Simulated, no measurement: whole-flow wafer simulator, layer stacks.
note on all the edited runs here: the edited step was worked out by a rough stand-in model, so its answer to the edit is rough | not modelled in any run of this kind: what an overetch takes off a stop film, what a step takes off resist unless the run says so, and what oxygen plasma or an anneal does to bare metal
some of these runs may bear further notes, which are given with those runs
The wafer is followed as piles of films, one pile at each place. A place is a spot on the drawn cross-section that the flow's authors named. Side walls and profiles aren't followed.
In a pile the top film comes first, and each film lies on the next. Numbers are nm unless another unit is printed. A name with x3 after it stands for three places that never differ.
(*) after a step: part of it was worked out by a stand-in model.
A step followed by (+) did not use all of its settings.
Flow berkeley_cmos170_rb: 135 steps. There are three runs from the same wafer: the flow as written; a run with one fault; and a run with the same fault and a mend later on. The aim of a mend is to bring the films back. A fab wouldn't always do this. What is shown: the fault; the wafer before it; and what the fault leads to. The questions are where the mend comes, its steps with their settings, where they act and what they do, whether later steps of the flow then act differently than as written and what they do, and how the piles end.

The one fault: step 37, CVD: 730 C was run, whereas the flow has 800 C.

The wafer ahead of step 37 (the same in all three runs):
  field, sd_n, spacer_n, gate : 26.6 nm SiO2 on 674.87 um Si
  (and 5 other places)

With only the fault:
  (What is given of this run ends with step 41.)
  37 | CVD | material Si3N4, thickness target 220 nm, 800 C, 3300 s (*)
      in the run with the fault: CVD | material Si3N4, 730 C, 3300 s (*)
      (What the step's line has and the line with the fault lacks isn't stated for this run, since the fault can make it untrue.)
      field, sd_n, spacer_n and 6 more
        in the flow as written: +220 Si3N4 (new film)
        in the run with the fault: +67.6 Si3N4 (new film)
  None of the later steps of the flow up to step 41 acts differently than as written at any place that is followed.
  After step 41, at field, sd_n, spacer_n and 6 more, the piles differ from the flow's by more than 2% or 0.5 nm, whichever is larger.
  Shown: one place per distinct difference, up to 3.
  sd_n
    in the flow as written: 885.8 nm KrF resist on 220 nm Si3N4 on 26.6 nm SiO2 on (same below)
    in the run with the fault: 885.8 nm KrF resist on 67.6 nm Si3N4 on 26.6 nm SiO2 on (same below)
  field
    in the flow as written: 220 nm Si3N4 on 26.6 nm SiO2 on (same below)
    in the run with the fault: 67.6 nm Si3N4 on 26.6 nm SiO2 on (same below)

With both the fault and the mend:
  The mend follows step 41.
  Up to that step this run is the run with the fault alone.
  41a | STRIP (*) (+)
      sd_n, spacer_n, gate, sd_p, spacer_p, gate_p, contact, m1
        -885.8 KrF resist (all of it)
  41b | CLEAN (*)
      does not change any film at any place that is followed
  41c | CVD | material Si3N4, thickness target 152.4 nm, 800 C, 2286 s (*) (the flow's step 37 again, with other settings)
      field, sd_n, spacer_n and 6 more
        +152.4 Si3N4
  41d | COAT | KrF resist, thickness 900 nm (the flow's step 38 again)
      field, sd_n, spacer_n and 6 more
        +900 KrF resist (new film)
  41e | EXPOSE | photomask ACTIVE (the flow's step 39 again)
      does not change any film at any place that is followed
  41f | PEB | 130 C, 60 s (*) (the flow's step 40 again)
      does not change any film at any place that is followed
  41g | DEVELOP | developer developer-D-0.26N, 45 s (the flow's step 41 again)
      sd_n, spacer_n, gate, sd_p, spacer_p, gate_p, contact, m1
        -14.2 KrF resist
      field
        -900 KrF resist (all of it)
  None of the later steps of the flow differs from how it acts as written, at any place that is followed, by more than 2% or 0.5 nm, whichever is larger.
  By the end, the piles equal the flow's at every place that both follow.
